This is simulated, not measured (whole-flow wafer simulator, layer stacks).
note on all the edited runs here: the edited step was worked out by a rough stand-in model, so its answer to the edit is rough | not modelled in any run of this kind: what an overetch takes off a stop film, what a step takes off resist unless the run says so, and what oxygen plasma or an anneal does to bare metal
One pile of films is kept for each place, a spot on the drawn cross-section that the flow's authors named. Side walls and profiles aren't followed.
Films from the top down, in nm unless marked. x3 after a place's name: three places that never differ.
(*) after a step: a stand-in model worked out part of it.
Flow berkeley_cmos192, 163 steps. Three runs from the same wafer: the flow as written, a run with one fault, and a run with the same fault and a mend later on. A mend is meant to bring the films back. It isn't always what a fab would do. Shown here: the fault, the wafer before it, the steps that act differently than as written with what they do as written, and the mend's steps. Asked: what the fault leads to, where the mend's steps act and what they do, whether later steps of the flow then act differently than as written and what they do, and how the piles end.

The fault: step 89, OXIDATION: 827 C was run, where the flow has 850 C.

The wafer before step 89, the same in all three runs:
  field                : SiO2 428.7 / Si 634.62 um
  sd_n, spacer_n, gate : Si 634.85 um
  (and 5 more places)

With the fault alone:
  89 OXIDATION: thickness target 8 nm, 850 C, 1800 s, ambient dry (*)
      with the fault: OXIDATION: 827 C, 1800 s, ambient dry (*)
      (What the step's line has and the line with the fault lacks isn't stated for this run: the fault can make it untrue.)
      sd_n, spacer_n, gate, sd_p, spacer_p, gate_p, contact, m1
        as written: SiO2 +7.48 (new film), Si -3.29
        with the fault: SiO2 +5.92 (new film), Si -2.6
  No later step of the flow acts differently than as written, at any place that is followed, by more than 2% or 0.5 nm, whichever is larger.
  At the end the piles differ from the flow's by more than 2% or 0.5 nm, whichever is larger, at gate, gate_p.
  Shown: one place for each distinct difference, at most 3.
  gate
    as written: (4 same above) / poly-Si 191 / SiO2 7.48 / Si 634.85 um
    with the fault: (4 same above) / poly-Si 191 / SiO2 5.92 / Si 634.85 um

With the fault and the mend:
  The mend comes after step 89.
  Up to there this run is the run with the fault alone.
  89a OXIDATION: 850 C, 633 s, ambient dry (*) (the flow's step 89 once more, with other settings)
      sd_n, spacer_n, gate, sd_p, spacer_p, gate_p, contact, m1
        SiO2 +1.55, Si -0.68
      field
        SiO2 +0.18, Si -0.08
  No later step of the flow acts differently than as written, at any place that is followed, by more than 2% or 0.5 nm, whichever is larger.
  At the end the piles differ from the flow's only slightly at the places that both follow, by at most 2% or 0.5 nm, whichever is larger.
